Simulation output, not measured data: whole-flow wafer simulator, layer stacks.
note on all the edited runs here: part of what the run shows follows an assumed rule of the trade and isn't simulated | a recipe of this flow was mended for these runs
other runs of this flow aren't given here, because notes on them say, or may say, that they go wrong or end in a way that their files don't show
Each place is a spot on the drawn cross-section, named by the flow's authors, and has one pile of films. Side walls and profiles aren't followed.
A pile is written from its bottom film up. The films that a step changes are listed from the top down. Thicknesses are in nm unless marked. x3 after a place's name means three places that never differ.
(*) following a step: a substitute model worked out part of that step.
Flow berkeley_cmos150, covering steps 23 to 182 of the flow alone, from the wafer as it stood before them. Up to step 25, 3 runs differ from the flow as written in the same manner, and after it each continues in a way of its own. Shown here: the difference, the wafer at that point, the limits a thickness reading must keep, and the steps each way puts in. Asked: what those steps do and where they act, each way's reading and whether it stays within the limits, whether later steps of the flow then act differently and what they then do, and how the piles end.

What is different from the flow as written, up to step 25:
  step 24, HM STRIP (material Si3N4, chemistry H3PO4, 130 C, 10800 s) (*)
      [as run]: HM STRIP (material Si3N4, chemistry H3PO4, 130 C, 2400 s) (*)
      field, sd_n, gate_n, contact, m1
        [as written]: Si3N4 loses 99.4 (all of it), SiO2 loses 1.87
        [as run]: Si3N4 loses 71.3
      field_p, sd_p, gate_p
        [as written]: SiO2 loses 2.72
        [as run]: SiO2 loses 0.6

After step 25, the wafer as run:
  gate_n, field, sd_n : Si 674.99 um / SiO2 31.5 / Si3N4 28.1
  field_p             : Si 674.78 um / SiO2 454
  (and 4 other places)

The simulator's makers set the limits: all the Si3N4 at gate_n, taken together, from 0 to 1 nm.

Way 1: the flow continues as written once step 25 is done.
  After step 25, the reading is 28.1 nm, outside the limits.
  Steps later in the flow that act otherwise than as written (23 more steps, not shown, differ only slightly: by at most 2% or 0.5 nm, whichever is larger):
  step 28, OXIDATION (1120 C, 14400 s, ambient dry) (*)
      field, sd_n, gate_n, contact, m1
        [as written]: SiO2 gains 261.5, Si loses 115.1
        [this way]: nothing
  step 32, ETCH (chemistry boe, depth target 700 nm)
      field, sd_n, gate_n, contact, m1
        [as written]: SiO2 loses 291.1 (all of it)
        [this way]: Si3N4 loses 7
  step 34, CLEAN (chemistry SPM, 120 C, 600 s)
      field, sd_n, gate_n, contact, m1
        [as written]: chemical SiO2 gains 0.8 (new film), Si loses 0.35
        [this way]: nothing
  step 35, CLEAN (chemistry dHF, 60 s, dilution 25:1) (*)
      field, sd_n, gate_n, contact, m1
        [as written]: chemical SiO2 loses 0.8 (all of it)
        [this way]: Si3N4 loses 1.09
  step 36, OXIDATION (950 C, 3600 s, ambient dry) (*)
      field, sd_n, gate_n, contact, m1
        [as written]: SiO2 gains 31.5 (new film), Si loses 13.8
        [this way]: nothing
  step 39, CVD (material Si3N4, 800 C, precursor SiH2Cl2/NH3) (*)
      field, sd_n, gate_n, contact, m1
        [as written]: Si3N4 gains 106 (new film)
        [this way]: Si3N4 gains 106
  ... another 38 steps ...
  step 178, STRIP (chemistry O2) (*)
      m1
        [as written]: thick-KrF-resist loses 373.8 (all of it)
        [this way]: thick-KrF-resist loses 364.6 (all of it)
  At field_p, the piles at the end differ from the flow's by more than 2% or 0.5 nm, whichever is larger.
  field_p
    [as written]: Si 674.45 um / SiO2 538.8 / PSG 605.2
    [this way]: Si 674.45 um / SiO2 536.1 / PSG 585.3

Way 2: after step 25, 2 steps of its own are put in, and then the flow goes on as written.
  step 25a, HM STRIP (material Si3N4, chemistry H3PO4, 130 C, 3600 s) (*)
      field, sd_n, gate_n, contact, m1
        Si3N4 loses 28.1 (all of it), SiO2 loses 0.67
      field_p, sd_p, gate_p
        SiO2 loses 0.91
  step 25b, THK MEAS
      leaves every film unchanged at each place that is followed
  After step 25b, the reading is 0 nm, within the limits.
  Later steps of the flow that are run all act as written at every place that is followed, up to a difference of at most 2% or 0.5 nm, whichever is larger.
  At the end the piles are close to the flow's at the places that both follow, differing by at most 2% or 0.5 nm, whichever is larger.

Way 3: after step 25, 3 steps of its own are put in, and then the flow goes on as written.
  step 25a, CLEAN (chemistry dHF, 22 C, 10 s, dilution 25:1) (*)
      field, sd_n, gate_n, contact, m1
        Si3N4 loses 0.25
      field_p, sd_p, gate_p
        SiO2 loses 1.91
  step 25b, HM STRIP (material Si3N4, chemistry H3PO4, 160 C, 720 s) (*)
      field, sd_n, gate_n, contact, m1
        Si3N4 loses 27.9 (all of it), SiO2 loses 1.1
      field_p, sd_p, gate_p
        SiO2 loses 1.97
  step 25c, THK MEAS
      leaves every film unchanged at each place that is followed
  After step 25c, the reading is 0 nm, within the limits.
  Later steps of the flow that are run all act as written at every place that is followed, up to a difference of at most 2% or 0.5 nm, whichever is larger.
  At the end the piles are close to the flow's at the places that both follow, differing by at most 2% or 0.5 nm, whichever is larger.

Inside the limits: way 2, way 3. Outside the limits: way 1.
